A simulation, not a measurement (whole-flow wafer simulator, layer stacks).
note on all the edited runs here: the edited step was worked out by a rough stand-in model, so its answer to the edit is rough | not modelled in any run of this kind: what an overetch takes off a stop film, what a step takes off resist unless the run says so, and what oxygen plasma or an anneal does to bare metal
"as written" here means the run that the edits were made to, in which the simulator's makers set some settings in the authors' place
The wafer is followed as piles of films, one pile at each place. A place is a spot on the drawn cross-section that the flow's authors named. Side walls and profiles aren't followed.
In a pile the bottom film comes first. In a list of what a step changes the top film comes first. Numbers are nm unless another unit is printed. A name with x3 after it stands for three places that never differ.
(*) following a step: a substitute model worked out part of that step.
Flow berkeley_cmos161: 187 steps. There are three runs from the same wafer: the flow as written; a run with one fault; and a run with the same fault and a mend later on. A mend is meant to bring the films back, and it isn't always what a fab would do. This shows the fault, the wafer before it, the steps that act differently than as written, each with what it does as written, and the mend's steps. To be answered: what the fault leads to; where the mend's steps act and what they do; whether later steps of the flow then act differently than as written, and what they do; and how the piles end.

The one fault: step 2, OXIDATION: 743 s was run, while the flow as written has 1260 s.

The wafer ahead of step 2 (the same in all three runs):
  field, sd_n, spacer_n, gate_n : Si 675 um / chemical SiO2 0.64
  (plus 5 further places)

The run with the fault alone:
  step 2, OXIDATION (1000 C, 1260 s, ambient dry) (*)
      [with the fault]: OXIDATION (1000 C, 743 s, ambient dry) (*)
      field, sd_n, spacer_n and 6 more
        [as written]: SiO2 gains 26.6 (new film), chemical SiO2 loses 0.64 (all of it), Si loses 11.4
        [with the fault]: SiO2 gains 20.2 (new film), chemical SiO2 loses 0.64 (all of it), Si loses 8.6
  Later steps of the flow acting differently than as written:
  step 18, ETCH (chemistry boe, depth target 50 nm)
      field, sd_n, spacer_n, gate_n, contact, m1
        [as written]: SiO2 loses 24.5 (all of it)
        [with the fault]: SiO2 loses 18 (all of it)
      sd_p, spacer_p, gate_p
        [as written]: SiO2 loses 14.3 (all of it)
        [with the fault]: SiO2 loses 7.84 (all of it)
  The piles end only slightly different from the flow's at the places that both follow, by no more than 2% or 0.5 nm, whichever is larger.

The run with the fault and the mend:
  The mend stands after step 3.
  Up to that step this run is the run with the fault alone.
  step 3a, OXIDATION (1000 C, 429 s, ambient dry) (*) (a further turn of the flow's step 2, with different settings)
      field, sd_n, spacer_n and 6 more
        SiO2 gains 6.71, Si loses 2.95
  Every later step of the flow that is run acts as written, at every place that is followed, to within 2% or 0.5 nm, whichever is larger.
  The piles end only slightly different from the flow's at the places that both follow, by no more than 2% or 0.5 nm, whichever is larger.
